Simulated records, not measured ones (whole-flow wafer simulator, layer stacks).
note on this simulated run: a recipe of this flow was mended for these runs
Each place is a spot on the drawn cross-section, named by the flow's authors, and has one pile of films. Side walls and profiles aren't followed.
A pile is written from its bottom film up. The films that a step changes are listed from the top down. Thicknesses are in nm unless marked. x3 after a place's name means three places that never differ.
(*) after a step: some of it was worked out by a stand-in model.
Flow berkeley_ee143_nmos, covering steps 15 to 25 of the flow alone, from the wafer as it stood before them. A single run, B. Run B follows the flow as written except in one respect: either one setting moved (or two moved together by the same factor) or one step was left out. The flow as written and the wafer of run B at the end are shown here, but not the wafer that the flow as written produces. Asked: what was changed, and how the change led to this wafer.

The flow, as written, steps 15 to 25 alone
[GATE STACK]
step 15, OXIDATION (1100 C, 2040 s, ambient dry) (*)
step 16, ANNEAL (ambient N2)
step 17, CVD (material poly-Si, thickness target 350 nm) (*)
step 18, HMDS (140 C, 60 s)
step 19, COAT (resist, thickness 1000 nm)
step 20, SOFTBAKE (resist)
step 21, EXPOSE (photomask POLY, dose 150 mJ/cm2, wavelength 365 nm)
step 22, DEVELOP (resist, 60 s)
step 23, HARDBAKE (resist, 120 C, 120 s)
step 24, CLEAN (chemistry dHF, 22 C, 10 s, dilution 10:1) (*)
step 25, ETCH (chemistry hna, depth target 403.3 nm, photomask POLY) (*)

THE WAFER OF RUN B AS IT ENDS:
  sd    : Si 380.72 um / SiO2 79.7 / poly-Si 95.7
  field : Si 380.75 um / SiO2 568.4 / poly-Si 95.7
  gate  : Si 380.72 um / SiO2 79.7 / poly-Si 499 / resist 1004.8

What caused this: step 17, CVD: thickness target 499 nm was run, while the flow as written has thickness target 350 nm.
The wafer lets one read it off: gate has poly-Si 499, and step 17 as written asks for 350 nm.

How this came from the change, step by step:
  step 17, CVD (material poly-Si, thickness target 350 nm) (*)
      gate, sd, contact, field: +499 poly-Si (new film) (it would be, as written: +350 poly-Si (new film))
  step 25, ETCH (chemistry hna, depth target 403.3 nm, photomask POLY) (*)
      sd, contact, field: -403.3 poly-Si (it would be, as written: -350 poly-Si (all of it), -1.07 SiO2)
